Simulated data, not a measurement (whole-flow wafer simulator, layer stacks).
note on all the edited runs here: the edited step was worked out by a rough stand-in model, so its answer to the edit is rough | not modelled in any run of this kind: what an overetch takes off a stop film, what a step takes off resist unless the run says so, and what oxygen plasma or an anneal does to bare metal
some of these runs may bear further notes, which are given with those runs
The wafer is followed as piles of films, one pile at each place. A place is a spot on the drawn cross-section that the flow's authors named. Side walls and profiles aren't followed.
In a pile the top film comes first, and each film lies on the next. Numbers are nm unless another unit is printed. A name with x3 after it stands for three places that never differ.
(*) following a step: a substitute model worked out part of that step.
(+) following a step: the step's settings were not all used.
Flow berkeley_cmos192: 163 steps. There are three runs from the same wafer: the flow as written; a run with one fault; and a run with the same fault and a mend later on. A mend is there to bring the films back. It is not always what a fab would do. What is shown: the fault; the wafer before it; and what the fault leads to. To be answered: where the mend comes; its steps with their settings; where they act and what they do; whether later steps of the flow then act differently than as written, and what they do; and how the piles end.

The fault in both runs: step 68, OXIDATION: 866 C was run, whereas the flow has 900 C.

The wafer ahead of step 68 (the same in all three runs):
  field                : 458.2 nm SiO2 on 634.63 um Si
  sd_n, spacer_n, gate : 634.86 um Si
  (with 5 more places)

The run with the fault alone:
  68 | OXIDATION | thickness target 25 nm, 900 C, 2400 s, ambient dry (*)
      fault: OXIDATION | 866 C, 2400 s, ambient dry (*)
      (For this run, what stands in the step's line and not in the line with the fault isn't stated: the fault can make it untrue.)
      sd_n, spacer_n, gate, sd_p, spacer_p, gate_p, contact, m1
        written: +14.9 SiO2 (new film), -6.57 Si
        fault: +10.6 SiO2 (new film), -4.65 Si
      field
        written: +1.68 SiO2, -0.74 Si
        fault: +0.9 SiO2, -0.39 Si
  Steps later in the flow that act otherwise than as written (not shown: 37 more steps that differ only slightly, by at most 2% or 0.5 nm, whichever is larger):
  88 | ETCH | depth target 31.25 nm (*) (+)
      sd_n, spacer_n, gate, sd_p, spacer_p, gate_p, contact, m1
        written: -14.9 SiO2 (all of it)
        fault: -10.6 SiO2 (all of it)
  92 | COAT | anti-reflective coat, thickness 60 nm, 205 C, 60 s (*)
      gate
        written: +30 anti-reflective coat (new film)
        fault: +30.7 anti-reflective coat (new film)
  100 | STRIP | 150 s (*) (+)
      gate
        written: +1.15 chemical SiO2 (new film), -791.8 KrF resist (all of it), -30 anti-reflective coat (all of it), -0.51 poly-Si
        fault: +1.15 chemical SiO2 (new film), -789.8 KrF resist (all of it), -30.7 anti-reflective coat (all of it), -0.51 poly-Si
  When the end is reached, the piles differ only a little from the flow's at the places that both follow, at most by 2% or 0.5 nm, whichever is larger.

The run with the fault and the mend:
  The mend stands after step 69.
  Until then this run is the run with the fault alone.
  69a | OXIDATION | 900 C, 978 s, ambient dry (*) (the flow's step 68 again, with other settings)
      sd_n, spacer_n, gate, sd_p, spacer_p, gate_p, contact, m1
        +4.29 SiO2, -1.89 Si
      field
        +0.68 SiO2, -0.3 Si
  Every later step of the flow that is run acts as written, at every place that is followed, to within 2% or 0.5 nm, whichever is larger.
  When the end is reached, the piles differ only a little from the flow's at the places that both follow, at most by 2% or 0.5 nm, whichever is larger.
